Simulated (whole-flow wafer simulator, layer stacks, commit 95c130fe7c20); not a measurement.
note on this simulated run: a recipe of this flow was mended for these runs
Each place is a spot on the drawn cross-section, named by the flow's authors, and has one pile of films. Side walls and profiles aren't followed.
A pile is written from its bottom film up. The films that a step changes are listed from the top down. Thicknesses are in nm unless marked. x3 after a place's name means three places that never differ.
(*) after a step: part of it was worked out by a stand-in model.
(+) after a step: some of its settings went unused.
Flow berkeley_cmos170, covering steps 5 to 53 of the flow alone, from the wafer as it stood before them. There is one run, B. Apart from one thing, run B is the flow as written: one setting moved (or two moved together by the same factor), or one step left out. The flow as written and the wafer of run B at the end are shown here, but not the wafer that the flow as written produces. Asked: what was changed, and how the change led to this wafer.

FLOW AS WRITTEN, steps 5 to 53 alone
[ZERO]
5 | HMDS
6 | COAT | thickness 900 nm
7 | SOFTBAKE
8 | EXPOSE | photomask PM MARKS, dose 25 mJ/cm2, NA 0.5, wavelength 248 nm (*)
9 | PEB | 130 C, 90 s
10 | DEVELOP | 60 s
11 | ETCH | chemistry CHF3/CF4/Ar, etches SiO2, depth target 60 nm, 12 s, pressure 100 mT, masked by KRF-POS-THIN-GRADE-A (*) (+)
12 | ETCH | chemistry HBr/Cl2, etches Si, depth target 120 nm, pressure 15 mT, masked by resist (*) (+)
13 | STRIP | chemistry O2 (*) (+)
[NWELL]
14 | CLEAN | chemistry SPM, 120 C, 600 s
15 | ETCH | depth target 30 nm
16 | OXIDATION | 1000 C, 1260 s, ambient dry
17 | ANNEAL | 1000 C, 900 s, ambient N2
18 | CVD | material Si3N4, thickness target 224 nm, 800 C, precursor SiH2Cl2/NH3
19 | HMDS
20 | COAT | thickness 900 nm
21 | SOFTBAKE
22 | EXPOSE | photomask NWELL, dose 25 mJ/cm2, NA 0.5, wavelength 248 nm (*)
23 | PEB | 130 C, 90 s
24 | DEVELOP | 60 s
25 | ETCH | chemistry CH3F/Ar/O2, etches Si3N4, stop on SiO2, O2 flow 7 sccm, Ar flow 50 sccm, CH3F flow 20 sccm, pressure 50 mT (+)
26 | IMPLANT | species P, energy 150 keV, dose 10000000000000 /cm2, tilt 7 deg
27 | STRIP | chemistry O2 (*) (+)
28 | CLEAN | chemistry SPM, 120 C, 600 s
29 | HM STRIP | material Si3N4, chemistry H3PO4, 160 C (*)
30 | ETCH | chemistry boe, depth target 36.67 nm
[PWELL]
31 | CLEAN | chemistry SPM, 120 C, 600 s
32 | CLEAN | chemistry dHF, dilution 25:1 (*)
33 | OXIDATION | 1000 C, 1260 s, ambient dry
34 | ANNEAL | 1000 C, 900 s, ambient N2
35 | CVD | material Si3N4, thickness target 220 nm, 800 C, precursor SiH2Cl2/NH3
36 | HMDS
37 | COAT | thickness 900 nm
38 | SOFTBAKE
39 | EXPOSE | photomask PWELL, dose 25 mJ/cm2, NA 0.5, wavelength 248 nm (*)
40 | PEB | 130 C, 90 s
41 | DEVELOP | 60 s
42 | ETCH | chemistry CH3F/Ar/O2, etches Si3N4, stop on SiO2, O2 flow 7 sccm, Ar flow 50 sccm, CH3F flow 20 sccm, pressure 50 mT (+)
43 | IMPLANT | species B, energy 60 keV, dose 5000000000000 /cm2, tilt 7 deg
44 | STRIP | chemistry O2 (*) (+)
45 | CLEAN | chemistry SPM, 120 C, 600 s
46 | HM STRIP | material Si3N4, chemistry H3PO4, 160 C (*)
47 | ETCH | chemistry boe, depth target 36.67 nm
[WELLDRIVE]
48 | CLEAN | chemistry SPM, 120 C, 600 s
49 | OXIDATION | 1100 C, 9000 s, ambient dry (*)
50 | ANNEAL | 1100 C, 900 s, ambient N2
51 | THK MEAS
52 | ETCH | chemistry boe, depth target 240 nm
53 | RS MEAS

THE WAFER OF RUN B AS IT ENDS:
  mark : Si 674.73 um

Cause: step 12, ETCH: depth target 146 nm was run, while the flow as written has depth target 120 nm.

Step by step, how the change led to this:
  12 | ETCH | chemistry HBr/Cl2, etches Si, depth target 120 nm, pressure 15 mT, masked by resist (*) (+)
      field x9, sd_p x3: KrF-resist loses 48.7 (as written it would have been: KrF-resist loses 40)
      mark: Si loses 146 (as written it would have been: Si loses 120)
